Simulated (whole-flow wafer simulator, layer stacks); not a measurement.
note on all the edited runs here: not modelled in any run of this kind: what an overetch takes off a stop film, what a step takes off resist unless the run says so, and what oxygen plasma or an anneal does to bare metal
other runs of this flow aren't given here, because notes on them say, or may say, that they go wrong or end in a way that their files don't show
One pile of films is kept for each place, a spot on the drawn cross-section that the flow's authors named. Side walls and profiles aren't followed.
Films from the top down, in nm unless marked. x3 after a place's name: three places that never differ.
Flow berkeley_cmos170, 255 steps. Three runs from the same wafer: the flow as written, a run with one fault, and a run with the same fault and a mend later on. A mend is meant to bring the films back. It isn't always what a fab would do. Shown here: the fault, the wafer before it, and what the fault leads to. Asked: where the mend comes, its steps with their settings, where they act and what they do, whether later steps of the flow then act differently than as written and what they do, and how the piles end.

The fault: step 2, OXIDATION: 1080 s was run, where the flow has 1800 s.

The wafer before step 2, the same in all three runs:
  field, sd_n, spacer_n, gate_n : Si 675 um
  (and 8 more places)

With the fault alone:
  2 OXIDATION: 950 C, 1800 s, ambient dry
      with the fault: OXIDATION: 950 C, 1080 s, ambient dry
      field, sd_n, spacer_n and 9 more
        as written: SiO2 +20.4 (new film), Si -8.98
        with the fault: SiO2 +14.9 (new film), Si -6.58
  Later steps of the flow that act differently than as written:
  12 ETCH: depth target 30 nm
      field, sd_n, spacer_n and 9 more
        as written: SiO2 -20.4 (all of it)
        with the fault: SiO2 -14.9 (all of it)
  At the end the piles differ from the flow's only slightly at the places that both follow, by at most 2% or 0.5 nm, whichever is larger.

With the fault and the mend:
  The mend comes after step 2.
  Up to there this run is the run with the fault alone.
  2a OXIDATION: 950 C, 720 s, ambient dry (the flow's step 2 once more, with other settings)
      field, sd_n, spacer_n and 9 more
        SiO2 +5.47, Si -2.41
  No later step of the flow acts differently than as written at any place that is followed.
  At the end the piles are the same as the flow's at every place that both follow.
